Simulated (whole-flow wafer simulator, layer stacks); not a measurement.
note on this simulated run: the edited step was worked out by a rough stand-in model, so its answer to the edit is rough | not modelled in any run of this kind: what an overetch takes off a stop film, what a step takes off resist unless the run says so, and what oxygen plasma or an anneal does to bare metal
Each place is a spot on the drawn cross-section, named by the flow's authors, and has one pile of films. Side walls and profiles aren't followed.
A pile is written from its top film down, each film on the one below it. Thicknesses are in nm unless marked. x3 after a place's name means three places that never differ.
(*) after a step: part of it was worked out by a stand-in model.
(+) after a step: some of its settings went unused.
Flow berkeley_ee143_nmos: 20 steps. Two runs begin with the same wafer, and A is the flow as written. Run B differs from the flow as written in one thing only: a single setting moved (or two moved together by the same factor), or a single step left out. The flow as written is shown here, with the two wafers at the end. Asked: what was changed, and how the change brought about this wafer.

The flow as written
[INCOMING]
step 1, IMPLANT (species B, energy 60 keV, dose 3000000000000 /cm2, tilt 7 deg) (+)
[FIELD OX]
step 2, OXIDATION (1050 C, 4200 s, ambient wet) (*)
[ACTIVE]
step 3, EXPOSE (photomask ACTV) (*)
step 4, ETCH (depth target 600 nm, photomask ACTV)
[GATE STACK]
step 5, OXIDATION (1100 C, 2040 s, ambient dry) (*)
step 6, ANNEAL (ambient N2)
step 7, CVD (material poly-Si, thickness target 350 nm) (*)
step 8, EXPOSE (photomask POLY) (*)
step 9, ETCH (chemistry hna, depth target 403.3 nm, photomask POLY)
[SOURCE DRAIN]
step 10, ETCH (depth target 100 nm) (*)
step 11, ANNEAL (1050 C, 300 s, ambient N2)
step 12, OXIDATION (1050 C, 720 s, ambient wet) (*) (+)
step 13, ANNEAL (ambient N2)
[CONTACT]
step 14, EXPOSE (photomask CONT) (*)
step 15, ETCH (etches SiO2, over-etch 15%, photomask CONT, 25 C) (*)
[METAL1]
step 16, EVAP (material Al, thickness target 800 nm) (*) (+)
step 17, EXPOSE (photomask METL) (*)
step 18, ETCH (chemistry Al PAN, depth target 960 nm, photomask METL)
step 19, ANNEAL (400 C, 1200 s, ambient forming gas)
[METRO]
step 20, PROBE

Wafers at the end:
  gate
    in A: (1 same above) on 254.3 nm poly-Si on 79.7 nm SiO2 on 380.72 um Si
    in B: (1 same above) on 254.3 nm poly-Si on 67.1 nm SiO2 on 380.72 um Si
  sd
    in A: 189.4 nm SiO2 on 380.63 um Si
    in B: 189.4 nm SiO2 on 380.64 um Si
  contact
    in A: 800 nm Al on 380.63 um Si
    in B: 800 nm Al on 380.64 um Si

Cause: step 5, OXIDATION: 1530 s was run, though the flow has 2040 s.

Step by step, how the change led to this:
  step 5, OXIDATION (1100 C, 2040 s, ambient dry) (*)
      gate, sd, contact: A +79.7 SiO2 (new film), -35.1 Si | B +67.1 SiO2 (new film), -29.5 Si
      field: A +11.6 SiO2, -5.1 Si | B +8.72 SiO2, -3.84 Si
  step 10, ETCH (depth target 100 nm) (*)
      sd, contact: A -79.7 SiO2 (all of it) | B -67.1 SiO2 (all of it)
